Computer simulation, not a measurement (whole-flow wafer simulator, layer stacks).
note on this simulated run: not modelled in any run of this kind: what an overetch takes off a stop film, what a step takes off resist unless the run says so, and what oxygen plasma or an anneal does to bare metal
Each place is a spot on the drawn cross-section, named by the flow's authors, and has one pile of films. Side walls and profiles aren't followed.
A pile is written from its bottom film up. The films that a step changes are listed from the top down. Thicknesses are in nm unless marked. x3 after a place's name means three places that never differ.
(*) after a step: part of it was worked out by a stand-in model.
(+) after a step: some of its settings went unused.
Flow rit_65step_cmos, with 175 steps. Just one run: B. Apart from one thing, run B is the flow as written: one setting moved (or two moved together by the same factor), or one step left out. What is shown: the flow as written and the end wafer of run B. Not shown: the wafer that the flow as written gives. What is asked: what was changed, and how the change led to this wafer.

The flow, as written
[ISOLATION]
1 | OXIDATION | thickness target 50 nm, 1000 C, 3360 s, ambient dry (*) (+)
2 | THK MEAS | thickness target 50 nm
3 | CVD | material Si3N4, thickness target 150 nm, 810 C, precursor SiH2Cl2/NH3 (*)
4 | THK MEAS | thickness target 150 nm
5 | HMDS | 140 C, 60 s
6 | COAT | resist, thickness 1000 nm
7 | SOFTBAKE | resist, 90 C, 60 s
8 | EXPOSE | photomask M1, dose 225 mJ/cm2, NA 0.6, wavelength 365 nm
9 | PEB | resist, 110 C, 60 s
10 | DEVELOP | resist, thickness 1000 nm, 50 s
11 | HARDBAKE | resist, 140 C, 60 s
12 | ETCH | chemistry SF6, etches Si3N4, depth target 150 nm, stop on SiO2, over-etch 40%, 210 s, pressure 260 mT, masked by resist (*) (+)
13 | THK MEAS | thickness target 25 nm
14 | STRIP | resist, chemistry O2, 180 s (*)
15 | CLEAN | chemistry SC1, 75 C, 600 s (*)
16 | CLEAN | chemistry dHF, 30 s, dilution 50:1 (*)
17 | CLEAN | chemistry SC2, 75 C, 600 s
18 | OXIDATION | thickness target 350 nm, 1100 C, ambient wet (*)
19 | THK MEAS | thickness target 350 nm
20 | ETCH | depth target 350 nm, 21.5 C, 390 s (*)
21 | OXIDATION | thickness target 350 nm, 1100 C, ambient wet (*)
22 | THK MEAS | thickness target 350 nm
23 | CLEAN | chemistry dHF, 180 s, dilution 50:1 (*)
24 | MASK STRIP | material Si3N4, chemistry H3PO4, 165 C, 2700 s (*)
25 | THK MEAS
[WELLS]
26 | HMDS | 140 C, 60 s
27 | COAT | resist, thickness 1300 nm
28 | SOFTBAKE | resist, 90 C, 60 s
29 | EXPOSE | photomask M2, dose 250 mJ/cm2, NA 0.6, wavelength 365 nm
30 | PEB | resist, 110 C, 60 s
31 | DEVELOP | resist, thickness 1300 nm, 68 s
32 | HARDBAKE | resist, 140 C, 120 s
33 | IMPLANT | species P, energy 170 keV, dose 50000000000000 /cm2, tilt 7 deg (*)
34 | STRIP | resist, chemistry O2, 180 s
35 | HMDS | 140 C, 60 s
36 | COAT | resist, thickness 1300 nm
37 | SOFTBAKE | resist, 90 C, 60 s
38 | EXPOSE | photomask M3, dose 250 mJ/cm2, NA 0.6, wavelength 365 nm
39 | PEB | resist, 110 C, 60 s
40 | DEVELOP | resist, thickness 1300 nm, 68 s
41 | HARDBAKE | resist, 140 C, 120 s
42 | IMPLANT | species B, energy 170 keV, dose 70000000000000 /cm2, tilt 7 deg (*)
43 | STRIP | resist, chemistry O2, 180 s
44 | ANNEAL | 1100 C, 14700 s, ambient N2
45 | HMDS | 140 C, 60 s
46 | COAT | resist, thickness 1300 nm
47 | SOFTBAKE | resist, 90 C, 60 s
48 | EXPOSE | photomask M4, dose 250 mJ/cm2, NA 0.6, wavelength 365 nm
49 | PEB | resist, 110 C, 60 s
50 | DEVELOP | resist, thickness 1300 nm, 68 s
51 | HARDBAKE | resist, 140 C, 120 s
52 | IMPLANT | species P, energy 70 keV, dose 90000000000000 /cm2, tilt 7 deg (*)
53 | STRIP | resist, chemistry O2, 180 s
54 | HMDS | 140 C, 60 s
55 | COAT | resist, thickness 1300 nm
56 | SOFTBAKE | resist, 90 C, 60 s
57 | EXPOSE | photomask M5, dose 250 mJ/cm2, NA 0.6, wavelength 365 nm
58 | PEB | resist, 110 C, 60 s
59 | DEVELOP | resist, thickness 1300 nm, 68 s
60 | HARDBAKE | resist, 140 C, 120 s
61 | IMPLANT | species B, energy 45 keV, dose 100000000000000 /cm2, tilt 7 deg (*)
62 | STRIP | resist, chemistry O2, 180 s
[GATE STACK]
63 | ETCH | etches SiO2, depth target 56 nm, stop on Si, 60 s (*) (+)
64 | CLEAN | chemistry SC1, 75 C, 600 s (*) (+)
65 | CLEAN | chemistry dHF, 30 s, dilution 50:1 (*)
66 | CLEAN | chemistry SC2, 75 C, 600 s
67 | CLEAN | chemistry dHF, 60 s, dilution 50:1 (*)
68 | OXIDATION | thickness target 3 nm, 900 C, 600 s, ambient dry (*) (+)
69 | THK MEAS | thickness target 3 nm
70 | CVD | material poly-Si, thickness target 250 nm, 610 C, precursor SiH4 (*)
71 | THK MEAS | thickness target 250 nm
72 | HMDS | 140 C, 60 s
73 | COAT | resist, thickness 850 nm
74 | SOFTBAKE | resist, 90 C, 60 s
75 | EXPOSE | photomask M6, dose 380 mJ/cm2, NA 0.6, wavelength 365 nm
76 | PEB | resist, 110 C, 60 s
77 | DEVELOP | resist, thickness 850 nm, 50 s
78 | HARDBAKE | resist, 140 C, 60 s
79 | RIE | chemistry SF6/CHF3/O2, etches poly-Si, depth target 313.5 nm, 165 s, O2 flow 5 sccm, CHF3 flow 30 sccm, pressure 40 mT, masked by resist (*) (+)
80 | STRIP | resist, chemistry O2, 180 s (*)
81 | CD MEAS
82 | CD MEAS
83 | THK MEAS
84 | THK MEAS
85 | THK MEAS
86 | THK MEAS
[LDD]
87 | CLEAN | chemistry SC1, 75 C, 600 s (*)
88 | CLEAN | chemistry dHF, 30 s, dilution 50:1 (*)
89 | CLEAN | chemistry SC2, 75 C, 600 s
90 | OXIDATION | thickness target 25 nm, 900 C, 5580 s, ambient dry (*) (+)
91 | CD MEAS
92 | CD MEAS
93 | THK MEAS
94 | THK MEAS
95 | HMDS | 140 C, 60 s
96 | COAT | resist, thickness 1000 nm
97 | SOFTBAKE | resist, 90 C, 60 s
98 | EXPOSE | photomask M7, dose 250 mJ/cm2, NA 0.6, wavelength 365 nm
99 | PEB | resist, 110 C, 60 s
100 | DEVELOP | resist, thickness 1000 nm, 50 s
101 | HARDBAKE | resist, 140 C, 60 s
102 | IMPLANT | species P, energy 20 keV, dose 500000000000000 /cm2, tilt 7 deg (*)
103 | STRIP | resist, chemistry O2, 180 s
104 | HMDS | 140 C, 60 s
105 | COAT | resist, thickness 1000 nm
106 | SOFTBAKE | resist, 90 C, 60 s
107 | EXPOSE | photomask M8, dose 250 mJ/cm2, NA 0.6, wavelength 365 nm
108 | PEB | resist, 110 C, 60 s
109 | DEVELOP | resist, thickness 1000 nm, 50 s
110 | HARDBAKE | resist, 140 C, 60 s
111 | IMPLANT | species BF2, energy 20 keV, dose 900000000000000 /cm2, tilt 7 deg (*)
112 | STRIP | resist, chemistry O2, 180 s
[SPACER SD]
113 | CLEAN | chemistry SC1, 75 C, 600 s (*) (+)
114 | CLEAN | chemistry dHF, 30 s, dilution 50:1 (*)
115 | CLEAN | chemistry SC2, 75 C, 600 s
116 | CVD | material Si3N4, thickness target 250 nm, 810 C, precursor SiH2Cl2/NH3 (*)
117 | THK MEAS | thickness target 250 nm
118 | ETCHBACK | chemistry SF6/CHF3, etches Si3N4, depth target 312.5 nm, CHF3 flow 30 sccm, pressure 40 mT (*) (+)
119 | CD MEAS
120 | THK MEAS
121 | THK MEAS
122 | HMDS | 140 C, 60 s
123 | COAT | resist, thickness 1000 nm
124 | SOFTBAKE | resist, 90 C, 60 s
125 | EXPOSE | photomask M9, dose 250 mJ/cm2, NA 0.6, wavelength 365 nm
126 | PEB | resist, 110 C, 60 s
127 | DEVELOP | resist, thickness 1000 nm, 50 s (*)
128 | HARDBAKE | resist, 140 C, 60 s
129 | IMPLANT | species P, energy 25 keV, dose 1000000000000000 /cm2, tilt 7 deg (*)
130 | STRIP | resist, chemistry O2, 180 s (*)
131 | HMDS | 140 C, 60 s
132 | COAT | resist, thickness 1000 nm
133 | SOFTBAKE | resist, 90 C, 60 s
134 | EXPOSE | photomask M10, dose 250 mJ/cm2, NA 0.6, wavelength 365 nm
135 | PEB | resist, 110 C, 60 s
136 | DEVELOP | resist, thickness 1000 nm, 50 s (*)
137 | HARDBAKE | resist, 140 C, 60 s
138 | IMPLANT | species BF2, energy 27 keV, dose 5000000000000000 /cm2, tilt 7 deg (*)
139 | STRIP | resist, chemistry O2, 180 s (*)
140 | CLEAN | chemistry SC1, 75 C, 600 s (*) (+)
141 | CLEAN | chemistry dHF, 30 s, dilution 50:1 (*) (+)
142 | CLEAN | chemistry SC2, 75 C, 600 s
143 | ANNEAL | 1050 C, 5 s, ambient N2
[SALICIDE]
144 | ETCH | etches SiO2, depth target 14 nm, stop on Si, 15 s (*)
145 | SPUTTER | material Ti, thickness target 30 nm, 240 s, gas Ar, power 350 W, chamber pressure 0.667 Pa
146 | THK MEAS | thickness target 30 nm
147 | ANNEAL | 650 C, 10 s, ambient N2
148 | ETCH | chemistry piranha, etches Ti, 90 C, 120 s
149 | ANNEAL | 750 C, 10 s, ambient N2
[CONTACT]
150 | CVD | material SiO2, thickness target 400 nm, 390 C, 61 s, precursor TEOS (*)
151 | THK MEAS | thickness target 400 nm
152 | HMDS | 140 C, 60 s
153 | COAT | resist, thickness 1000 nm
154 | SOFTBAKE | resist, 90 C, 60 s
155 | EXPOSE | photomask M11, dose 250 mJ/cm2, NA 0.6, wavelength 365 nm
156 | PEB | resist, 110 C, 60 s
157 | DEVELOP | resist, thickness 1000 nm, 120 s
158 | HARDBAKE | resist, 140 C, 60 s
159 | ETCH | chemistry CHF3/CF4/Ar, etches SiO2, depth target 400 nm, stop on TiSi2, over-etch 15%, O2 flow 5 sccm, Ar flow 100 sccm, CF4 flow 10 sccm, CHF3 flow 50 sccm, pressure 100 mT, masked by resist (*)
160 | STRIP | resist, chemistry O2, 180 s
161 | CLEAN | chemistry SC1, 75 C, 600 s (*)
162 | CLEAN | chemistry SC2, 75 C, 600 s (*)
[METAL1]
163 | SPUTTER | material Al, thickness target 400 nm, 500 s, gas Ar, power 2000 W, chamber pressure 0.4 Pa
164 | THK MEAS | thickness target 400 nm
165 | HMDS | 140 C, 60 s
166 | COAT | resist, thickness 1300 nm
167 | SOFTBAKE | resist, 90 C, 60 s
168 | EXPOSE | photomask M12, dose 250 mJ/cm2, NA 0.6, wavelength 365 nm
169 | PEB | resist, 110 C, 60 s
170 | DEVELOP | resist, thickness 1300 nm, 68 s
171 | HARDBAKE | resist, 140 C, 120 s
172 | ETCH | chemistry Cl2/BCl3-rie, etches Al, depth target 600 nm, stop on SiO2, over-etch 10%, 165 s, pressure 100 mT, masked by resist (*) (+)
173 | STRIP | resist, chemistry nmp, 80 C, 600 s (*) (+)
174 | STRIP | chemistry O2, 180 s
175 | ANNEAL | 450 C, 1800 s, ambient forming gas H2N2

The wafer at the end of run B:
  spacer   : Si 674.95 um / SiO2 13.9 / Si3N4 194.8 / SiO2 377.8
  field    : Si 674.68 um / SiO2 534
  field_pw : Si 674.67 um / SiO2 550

What caused this: step 163, SPUTTER: power 2576 W was run, while the flow as written has power 2000 W.

How this came from the change, step by step:
  163 | SPUTTER | material Al, thickness target 400 nm, 500 s, gas Ar, power 2000 W, chamber pressure 0.4 Pa
      field, field_pw, field_p, spacer, spacer_p: +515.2 Al (new film) (in the flow as written it would be: +400 Al (new film))
      gate_n, gate_p: +499.5 Al (new film) (in the flow as written it would be: +396 Al (new film))
      (as well as at 1 more place)
  172 | ETCH | chemistry Cl2/BCl3-rie, etches Al, depth target 600 nm, stop on SiO2, over-etch 10%, 165 s, pressure 100 mT, masked by resist (*) (+)
      field, field_pw, field_p, spacer, spacer_p: -515.2 Al (all of it), -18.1 SiO2 (in the flow as written it would be: -400 Al (all of it), -32.5 SiO2)
      gate_n, gate_p: -499.5 Al (all of it), -20.1 SiO2 (in the flow as written it would be: -396 Al (all of it), -33 SiO2)
      (as well as at 1 more place)
